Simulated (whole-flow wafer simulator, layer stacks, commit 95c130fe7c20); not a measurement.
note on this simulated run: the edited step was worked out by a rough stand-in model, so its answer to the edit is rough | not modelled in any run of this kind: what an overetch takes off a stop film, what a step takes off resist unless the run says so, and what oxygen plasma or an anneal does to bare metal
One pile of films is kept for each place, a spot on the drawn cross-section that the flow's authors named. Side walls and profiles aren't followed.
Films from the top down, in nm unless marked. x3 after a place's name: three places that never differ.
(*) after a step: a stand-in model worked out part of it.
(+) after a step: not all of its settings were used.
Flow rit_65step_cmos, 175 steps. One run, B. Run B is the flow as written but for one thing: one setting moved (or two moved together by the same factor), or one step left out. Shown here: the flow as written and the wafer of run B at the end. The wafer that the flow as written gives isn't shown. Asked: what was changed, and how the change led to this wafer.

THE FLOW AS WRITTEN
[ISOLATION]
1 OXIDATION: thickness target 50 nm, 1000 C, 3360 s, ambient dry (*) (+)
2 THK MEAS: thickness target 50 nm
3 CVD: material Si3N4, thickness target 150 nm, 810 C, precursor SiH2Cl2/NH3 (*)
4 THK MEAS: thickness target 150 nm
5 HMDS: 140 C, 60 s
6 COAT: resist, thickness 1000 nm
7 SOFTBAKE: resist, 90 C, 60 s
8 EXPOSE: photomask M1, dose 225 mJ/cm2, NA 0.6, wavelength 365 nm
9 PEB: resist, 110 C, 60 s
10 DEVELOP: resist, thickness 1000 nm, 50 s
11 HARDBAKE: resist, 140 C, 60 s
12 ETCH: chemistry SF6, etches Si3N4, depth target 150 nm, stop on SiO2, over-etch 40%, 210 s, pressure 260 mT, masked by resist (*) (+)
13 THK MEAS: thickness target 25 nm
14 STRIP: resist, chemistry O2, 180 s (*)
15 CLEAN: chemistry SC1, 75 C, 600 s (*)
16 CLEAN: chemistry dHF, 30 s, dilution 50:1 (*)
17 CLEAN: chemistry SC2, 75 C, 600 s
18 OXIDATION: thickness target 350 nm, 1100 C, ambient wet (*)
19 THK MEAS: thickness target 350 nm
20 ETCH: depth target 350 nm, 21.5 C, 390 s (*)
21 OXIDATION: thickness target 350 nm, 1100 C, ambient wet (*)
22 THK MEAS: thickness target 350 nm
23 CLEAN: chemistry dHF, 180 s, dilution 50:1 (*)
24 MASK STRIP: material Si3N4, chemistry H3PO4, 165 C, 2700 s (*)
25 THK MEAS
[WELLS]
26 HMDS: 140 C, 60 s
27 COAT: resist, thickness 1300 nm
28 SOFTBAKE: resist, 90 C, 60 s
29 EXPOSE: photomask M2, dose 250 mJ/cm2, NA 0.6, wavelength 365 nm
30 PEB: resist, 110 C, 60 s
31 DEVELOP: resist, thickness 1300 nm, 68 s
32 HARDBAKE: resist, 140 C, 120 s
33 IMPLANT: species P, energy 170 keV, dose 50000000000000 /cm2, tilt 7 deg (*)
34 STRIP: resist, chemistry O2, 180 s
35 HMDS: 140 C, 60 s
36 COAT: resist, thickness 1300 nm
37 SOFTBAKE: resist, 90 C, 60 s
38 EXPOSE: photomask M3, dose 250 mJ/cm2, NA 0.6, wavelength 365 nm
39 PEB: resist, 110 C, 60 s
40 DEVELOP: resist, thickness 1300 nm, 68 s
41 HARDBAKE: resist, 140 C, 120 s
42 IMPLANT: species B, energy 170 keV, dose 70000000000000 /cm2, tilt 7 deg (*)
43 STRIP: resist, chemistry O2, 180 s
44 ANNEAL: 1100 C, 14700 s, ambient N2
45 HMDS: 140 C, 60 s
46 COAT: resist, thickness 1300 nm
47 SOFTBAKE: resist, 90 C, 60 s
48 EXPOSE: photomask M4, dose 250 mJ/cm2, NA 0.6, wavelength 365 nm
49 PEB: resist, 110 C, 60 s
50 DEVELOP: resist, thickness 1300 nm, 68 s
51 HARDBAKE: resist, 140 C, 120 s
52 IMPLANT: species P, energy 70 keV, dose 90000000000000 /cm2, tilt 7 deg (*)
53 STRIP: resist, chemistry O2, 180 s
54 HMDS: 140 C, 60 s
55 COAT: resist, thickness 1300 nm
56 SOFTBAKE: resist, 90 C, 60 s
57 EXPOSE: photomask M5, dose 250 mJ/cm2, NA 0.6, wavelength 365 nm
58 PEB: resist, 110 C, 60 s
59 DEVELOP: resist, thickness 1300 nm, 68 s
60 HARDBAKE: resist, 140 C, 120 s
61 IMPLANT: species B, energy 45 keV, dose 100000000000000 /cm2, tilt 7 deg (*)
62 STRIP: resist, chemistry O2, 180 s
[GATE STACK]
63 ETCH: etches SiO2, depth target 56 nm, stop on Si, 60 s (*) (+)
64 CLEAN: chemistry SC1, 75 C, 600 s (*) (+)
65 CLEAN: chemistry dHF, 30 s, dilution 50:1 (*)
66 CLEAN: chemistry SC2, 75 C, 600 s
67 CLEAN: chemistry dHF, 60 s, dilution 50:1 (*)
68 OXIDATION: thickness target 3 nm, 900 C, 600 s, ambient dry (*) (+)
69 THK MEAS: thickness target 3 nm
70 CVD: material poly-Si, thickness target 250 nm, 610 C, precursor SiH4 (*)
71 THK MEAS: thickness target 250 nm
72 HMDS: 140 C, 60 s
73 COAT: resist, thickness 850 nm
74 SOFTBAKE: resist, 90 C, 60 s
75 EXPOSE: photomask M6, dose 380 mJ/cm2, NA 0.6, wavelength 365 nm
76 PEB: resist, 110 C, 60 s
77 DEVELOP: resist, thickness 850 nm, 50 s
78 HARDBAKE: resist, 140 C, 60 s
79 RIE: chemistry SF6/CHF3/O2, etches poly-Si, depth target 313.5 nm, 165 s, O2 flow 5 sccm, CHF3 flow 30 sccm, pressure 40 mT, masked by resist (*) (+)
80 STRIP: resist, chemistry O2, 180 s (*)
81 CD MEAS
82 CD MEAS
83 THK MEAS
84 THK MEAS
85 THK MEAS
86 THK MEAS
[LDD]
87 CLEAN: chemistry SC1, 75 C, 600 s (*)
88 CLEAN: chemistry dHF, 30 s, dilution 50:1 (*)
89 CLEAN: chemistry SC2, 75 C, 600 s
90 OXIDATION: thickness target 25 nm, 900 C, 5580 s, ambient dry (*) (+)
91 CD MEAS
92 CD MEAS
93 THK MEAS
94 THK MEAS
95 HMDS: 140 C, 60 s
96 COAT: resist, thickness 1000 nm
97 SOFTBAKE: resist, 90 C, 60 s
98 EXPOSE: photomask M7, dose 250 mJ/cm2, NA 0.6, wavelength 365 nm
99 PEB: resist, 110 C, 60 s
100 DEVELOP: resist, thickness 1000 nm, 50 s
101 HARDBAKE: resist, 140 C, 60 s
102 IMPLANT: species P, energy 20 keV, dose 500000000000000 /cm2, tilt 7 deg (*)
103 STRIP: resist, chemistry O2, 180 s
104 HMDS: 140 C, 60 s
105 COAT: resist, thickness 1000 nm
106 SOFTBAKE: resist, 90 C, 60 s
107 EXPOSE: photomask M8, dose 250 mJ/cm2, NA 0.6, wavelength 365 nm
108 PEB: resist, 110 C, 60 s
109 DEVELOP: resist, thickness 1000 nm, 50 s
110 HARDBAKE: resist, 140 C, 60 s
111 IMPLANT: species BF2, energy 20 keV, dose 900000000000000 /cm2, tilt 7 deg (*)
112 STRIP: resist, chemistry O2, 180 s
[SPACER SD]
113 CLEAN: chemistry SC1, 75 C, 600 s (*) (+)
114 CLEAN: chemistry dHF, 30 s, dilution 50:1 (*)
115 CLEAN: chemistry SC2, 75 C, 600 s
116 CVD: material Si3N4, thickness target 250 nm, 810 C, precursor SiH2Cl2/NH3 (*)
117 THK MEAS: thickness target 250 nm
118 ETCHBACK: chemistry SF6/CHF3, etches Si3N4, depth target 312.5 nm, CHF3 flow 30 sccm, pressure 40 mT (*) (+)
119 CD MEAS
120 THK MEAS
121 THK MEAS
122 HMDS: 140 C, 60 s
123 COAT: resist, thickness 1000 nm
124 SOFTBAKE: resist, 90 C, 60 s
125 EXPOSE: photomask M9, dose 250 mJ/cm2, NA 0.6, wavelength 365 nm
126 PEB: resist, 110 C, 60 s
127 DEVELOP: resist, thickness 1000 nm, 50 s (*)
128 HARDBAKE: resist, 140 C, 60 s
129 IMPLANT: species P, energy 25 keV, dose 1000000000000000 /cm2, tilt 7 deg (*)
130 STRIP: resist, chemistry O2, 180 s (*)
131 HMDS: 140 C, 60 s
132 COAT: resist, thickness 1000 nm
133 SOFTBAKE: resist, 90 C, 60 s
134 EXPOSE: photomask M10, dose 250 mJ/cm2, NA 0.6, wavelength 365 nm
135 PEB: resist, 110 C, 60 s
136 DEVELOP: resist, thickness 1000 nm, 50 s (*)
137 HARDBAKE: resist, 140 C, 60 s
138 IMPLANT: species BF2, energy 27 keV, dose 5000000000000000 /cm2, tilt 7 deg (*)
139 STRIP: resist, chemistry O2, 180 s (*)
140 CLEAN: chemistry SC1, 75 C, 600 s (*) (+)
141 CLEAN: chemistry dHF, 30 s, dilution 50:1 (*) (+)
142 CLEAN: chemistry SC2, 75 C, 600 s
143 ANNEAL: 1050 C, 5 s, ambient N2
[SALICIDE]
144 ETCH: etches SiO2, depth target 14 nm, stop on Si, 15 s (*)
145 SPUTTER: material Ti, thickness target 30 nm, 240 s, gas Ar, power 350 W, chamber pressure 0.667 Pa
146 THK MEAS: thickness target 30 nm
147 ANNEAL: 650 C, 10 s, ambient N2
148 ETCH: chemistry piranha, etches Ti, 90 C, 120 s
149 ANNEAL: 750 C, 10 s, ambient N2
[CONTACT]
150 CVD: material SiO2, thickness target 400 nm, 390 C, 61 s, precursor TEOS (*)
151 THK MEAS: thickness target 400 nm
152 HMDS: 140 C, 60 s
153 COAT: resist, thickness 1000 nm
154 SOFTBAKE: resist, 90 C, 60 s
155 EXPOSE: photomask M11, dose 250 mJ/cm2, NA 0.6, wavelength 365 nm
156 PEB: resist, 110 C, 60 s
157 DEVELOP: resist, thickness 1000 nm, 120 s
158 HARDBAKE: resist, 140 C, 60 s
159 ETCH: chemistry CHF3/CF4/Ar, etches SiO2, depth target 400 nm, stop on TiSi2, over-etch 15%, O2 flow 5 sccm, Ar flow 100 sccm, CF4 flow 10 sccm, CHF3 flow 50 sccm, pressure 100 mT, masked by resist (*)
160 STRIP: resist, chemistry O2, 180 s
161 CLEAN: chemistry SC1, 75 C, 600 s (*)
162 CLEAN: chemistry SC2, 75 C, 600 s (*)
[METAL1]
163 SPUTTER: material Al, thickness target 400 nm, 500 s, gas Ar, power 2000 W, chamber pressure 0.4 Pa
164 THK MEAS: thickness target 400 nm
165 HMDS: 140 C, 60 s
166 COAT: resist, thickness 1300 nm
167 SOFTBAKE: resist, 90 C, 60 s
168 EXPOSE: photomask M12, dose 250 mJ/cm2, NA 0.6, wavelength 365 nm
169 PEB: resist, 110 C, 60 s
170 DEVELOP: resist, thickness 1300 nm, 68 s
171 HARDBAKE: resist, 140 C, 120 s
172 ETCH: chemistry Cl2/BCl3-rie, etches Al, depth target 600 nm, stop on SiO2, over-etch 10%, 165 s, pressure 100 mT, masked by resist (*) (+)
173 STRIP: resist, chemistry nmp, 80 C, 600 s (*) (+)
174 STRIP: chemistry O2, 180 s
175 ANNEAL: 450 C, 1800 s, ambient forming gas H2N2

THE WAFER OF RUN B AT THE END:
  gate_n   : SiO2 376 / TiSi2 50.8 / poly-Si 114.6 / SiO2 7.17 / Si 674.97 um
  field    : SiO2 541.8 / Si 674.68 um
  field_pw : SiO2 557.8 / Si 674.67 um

The cause: step 63, ETCH: 36 s was run, where the flow has 60 s.

How the change led to this, step by step:
  63 ETCH: etches SiO2, depth target 56 nm, stop on Si, 60 s (*) (+)
      active_n, active_p, gate_n and 7 more: SiO2 -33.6 (as written it would be: SiO2 -45.4 (all of it), Si -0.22)
      field, field_pw, field_nw, field_p: SiO2 -33.6 (as written it would be: SiO2 -56)
  64 CLEAN: chemistry SC1, 75 C, 600 s (*) (+)
      active_n, active_p, gate_n and 7 more: SiO2 -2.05 (as written it would be: chemical SiO2 +0.6 (new film), Si -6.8)
  65 CLEAN: chemistry dHF, 30 s, dilution 50:1 (*)
      active_n, gate_n, spacer, sd_n, contact, m1: SiO2 -3.25 (as written it would be: chemical SiO2 -0.6 (all of it))
      active_p, gate_p, spacer_p, sd_p: SiO2 -5.7 (as written it would be: chemical SiO2 -0.6 (all of it))
  67 CLEAN: chemistry dHF, 60 s, dilution 50:1 (*)
      gate_n, spacer, sd_n, contact, m1: SiO2 -6.52 (all of it) (as written it would be: chemical SiO2 -0.4 (all of it))
      gate_p, spacer_p, sd_p: SiO2 -4.08 (all of it) (as written it would be: chemical SiO2 -0.4 (all of it))
      (and at 2 more places)
